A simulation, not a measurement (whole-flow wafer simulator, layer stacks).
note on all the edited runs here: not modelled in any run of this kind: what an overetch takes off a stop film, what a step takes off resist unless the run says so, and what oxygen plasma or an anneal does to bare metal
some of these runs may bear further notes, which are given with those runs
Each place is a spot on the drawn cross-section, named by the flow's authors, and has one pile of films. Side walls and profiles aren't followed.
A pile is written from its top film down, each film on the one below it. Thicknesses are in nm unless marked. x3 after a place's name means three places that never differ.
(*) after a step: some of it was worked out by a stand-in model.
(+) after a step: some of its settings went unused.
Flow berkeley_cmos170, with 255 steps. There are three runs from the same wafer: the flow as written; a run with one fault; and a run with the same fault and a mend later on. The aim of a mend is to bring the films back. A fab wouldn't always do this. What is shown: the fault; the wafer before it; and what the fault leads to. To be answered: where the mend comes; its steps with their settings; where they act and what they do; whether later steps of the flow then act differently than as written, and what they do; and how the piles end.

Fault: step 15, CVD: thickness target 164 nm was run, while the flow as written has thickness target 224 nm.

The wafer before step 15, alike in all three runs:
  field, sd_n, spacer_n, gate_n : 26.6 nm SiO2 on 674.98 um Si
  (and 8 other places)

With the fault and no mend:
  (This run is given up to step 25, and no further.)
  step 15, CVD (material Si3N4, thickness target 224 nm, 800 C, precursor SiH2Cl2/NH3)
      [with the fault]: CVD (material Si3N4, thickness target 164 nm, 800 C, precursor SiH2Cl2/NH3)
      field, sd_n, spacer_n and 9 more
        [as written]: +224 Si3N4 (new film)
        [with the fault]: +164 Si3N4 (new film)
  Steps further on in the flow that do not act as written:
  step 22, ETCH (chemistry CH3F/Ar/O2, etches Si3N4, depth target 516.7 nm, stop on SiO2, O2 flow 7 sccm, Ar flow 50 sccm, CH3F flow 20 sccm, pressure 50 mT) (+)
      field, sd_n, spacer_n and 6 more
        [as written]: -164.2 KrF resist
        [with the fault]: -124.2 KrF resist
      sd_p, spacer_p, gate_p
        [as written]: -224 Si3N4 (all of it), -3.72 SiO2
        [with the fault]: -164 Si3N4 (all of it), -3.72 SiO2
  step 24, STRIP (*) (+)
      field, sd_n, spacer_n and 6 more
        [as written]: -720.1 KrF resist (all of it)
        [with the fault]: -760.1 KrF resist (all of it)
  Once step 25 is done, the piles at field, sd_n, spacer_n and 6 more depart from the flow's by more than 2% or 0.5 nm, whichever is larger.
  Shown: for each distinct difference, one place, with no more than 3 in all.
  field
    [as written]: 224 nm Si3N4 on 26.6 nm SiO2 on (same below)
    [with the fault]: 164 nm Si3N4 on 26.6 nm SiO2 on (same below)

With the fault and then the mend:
  After step 15 comes the mend.
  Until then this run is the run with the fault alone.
  step 15a, ETCH (chemistry h3po4, depth target 188.6 nm)
      field, sd_n, spacer_n and 9 more
        -164 Si3N4 (all of it)
  step 15b, CLEAN (chemistry SPM)
      does not change any film at any place that is followed
  step 15c, CVD (material Si3N4, thickness target 224 nm, 800 C, precursor SiH2Cl2/NH3) (the flow's step 15, run once more)
      field, sd_n, spacer_n and 9 more
        +224 Si3N4 (new film)
  None of the later steps of the flow acts differently than as written at any place that is followed.
  By the end, the piles equal the flow's at every place that both follow.
